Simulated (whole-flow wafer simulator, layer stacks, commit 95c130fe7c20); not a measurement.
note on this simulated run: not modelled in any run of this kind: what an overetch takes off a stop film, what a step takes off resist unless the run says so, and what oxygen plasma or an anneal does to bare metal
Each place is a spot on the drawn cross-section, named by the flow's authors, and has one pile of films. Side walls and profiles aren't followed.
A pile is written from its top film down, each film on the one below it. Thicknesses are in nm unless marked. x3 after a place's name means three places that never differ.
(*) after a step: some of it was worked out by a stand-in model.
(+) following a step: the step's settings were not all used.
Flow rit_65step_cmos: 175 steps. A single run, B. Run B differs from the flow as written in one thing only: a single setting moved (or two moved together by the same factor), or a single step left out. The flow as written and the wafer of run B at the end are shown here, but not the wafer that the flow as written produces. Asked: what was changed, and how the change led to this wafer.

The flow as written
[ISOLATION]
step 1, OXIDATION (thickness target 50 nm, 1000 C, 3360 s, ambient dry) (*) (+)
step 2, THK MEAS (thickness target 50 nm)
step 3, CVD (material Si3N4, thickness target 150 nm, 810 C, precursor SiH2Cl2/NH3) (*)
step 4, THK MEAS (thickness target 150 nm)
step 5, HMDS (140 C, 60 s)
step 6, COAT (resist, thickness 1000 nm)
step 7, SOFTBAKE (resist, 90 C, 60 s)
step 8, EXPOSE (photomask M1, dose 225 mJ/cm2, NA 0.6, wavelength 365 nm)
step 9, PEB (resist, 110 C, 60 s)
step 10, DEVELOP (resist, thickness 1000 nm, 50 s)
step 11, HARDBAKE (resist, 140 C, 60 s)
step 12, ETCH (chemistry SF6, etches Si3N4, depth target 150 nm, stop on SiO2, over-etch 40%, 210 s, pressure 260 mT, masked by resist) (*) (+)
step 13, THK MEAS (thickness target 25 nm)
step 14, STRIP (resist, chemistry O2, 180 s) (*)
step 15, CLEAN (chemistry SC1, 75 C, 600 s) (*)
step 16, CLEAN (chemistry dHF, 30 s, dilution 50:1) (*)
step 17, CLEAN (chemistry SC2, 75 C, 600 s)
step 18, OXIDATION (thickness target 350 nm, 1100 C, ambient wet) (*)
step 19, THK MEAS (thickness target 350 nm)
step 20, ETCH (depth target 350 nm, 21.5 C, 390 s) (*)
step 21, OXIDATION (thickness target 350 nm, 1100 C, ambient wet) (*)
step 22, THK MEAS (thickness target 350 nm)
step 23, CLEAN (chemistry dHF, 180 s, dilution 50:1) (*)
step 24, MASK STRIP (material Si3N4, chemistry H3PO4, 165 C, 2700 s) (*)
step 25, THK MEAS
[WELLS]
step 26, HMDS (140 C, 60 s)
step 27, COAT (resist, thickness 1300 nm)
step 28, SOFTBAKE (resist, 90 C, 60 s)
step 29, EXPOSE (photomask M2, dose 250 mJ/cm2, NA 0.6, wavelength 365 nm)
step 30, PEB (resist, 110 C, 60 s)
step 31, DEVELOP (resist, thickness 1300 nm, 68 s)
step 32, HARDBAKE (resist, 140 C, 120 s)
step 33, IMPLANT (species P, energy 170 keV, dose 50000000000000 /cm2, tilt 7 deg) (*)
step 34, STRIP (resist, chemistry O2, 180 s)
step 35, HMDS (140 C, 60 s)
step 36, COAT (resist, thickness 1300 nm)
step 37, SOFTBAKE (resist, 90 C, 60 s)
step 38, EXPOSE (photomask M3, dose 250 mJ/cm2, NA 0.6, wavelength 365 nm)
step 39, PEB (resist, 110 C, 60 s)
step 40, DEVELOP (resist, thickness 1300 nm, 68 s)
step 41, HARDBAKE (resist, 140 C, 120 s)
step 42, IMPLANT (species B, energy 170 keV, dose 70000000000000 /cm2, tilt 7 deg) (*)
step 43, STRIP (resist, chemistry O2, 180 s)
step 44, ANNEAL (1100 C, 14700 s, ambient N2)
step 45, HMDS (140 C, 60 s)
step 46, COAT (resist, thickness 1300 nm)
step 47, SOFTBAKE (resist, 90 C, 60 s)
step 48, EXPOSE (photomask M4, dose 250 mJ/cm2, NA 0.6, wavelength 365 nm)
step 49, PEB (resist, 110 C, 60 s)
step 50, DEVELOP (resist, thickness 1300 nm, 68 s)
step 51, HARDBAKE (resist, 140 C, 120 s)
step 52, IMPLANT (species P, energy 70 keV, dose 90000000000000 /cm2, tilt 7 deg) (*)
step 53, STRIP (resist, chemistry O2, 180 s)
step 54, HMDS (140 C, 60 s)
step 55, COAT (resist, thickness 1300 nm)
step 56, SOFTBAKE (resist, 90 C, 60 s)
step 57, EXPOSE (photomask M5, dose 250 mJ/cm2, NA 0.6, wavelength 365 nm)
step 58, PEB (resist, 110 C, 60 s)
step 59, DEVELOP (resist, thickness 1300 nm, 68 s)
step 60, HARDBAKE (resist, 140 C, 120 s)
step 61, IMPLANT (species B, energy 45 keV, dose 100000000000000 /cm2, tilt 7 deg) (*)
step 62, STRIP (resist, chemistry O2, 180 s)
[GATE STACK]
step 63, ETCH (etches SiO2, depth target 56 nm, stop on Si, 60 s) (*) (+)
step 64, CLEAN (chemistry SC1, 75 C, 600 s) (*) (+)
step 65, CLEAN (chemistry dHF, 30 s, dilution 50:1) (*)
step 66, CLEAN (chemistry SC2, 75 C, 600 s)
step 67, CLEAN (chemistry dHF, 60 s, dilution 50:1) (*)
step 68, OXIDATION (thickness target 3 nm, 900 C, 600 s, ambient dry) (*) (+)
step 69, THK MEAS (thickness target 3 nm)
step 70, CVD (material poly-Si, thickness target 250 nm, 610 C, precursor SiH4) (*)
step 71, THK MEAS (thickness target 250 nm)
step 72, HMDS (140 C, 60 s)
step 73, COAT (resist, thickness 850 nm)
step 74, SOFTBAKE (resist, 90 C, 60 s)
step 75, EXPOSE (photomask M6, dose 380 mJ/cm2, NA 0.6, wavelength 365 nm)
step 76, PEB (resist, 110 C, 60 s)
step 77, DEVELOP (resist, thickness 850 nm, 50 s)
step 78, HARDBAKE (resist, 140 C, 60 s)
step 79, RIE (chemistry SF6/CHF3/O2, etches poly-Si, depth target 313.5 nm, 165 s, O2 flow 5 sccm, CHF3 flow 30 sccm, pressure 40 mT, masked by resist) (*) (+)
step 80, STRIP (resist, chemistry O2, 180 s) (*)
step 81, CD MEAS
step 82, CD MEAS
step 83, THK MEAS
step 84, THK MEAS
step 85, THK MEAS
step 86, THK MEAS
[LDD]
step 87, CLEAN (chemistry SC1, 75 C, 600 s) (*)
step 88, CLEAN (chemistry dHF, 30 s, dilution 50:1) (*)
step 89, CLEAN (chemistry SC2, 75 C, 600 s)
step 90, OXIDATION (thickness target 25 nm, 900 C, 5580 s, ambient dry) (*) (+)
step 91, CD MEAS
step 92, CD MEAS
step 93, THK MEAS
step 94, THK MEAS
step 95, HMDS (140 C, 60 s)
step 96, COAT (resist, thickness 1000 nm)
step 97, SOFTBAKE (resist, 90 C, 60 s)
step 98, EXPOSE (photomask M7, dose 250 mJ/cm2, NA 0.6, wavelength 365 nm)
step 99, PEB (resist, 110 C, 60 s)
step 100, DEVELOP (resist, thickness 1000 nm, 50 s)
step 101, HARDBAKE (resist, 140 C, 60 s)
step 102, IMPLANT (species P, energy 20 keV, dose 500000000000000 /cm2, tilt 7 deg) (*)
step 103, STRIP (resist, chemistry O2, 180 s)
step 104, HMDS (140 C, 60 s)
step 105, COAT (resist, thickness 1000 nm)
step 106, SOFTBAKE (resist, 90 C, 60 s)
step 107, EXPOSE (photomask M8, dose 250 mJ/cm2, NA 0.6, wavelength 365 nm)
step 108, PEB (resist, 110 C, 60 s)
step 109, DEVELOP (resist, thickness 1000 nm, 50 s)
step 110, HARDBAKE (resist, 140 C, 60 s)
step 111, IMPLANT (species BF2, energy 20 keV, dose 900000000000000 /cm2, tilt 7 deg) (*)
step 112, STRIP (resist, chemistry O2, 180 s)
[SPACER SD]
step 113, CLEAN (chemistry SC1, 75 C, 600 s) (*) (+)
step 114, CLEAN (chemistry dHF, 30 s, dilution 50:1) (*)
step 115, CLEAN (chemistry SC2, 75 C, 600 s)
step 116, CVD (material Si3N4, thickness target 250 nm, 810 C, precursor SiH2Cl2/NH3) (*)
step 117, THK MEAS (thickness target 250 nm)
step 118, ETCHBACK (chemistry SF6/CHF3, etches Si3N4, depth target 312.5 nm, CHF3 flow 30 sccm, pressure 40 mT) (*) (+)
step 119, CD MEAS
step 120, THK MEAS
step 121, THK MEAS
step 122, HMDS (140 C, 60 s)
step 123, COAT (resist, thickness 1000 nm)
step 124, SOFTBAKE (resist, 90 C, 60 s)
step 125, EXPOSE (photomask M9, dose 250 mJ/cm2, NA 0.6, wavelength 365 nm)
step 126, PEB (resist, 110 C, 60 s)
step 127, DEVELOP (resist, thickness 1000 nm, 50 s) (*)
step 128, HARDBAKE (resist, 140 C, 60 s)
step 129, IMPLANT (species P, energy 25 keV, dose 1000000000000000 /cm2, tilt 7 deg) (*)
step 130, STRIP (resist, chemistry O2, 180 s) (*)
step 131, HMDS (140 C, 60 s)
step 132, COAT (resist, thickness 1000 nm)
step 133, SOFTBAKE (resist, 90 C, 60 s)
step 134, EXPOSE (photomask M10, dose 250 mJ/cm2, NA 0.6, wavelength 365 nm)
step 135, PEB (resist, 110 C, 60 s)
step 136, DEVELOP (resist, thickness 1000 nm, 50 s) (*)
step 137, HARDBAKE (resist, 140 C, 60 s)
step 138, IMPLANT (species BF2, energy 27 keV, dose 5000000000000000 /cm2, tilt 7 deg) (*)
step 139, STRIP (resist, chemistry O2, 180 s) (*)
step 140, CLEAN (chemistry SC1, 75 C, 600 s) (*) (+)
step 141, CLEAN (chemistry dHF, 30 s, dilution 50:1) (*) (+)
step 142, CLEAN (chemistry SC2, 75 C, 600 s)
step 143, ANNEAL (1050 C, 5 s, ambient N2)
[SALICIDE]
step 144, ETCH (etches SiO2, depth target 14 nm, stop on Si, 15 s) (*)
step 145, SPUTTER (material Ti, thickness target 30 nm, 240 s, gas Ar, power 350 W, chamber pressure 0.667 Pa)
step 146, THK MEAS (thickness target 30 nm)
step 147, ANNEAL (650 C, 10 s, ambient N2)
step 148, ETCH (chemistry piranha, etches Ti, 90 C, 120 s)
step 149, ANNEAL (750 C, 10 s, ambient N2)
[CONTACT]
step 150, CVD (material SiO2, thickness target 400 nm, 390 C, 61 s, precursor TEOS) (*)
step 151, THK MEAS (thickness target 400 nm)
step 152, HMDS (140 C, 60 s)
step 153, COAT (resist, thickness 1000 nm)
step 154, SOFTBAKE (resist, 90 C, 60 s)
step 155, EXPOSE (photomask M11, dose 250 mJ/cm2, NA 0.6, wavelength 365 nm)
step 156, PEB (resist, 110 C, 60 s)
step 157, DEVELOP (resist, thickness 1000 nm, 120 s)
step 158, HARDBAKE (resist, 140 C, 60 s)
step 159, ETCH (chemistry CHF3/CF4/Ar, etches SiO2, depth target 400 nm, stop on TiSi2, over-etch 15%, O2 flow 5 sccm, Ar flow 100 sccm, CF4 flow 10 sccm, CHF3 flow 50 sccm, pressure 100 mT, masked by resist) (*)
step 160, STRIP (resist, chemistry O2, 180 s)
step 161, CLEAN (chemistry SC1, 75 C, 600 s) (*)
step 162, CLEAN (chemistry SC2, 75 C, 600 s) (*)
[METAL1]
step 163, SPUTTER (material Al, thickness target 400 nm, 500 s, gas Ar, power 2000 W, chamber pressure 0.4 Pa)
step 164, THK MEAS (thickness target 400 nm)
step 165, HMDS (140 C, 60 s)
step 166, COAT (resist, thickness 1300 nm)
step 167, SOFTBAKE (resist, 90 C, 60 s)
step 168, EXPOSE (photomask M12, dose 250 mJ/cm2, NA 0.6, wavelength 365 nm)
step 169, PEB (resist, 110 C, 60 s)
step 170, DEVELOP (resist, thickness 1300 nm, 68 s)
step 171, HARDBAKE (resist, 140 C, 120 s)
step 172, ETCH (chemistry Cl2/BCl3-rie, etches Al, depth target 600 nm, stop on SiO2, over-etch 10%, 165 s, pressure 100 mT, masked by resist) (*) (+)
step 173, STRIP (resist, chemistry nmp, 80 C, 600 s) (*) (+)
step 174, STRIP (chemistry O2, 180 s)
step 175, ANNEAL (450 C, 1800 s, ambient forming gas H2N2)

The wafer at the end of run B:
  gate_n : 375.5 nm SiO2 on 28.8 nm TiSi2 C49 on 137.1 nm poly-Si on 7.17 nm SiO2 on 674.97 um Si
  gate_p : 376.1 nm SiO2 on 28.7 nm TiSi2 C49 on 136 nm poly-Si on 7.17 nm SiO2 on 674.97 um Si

Cause: step 145, SPUTTER: thickness target 16 nm was run, whereas the flow has thickness target 30 nm.

Step by step, how the change led to this:
  step 145, SPUTTER (material Ti, thickness target 30 nm, 240 s, gas Ar, power 350 W, chamber pressure 0.667 Pa)
      field, field_pw, field_nw, field_p, spacer, spacer_p: Ti gains 16 (new film) (it would be, as written: Ti gains 30 (new film))
      gate_n: Ti gains 14.6 (new film) (it would be, as written: Ti gains 27.3 (new film))
      (also at 1 further place)
  step 147, ANNEAL (650 C, 10 s, ambient N2)
      gate_n: Ti loses 11.4, TiSi2 C49 gains 29 (new film), poly-Si loses 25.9 (it would be, as written: Ti loses 21.3, TiSi first gains 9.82 (new film), TiSi2 C49 gains 39.5 (new film), poly-Si loses 41.9)
      gate_p: Ti loses 11.3, TiSi2 C49 gains 28.8 (new film), poly-Si loses 25.8 (it would be, as written: Ti loses 21.2, TiSi first gains 9.56 (new film), TiSi2 C49 gains 39.6 (new film), poly-Si loses 41.9)
  step 148, ETCH (chemistry piranha, etches Ti, 90 C, 120 s)
      gate_n: Ti loses 3.21 (all of it), TiSi2 C49 loses 0.11 (it would be, as written: Ti loses 6 (all of it), TiSi first loses 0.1)
      gate_p: Ti loses 3.2 (all of it), TiSi2 C49 loses 0.11 (it would be, as written: Ti loses 5.97 (all of it), TiSi first loses 0.1)
      (also at 6 further places)
  step 149, ANNEAL (750 C, 10 s, ambient N2)
      gate_n: nothing (it would be, as written: TiSi2 gains 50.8 (new film), TiSi first loses 9.72 (all of it), TiSi2 C49 loses 39.5 (all of it), poly-Si loses 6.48)
      gate_p: nothing (it would be, as written: TiSi2 gains 50.6 (new film), TiSi first loses 9.46 (all of it), TiSi2 C49 loses 39.6 (all of it), poly-Si loses 6.31)
